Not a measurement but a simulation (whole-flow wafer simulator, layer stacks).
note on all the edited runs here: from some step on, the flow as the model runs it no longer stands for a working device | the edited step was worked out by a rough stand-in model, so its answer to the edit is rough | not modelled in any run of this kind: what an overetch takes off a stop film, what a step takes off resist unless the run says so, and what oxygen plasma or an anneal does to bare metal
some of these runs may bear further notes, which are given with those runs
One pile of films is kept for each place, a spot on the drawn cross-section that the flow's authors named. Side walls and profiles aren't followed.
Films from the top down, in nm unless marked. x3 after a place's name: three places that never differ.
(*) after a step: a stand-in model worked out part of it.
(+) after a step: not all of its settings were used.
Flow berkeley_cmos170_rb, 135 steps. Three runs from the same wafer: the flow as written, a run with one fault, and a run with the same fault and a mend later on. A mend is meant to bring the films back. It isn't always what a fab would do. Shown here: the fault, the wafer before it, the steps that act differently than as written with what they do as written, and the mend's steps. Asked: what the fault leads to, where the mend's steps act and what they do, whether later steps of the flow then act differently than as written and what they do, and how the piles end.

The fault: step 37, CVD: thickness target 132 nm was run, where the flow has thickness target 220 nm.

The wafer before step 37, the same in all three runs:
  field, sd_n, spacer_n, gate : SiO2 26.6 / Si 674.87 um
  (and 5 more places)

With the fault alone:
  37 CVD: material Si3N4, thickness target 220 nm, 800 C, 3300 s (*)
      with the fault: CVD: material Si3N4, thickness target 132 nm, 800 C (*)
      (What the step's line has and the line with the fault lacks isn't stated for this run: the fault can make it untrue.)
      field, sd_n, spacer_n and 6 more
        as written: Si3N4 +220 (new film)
        with the fault: Si3N4 +132 (new film)
  Later steps of the flow that act differently than as written (27 more steps differ only slightly, by at most 2% or 0.5 nm, whichever is larger, and aren't shown):
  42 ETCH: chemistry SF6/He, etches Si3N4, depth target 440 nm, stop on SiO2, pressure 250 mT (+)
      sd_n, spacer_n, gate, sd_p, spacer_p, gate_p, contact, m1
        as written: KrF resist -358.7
        with the fault: KrF resist -215.2
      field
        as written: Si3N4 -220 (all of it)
        with the fault: Si3N4 -132 (all of it)
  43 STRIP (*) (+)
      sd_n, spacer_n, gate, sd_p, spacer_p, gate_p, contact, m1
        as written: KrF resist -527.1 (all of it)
        with the fault: KrF resist -670.6 (all of it)
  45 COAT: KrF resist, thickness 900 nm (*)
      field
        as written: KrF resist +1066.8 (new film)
        with the fault: KrF resist +1000.2 (new film)
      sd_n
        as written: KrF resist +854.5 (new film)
        with the fault: KrF resist +872.7 (new film)
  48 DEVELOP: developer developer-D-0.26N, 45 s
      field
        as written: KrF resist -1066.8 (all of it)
        with the fault: KrF resist -1000.2 (all of it)
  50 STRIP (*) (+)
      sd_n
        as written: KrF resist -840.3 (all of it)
        with the fault: KrF resist -858.5 (all of it)
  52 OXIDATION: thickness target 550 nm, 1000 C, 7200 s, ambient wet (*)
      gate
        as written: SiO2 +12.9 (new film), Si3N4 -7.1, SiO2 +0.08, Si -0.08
        with the fault: SiO2 +12.9 (new film), Si3N4 -7.1
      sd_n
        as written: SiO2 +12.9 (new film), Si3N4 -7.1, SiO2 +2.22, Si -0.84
        with the fault: SiO2 +12.9 (new film), Si3N4 -7.1, SiO2 +23.2, Si -10.4
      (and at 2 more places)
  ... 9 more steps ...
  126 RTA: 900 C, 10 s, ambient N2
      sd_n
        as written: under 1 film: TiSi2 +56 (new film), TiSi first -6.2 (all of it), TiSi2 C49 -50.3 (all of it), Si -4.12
        with the fault: under 1 film: TiSi2 +46.6 (new film), TiSi2 C49 -49.5 (all of it)
  At the end the piles differ from the flow's by more than 2% or 0.5 nm, whichever is larger, at sd_n.
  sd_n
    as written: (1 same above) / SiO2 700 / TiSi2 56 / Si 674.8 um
    with the fault: (1 same above) / SiO2 700 / TiSi2 46.6 / Si 674.8 um

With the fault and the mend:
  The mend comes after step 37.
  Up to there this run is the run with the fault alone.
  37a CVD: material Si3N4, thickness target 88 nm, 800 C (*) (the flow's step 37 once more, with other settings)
      field, sd_n, spacer_n and 6 more
        Si3N4 +88
  No later step of the flow acts differently than as written at any place that is followed.
  At the end the piles are the same as the flow's at every place that both follow.
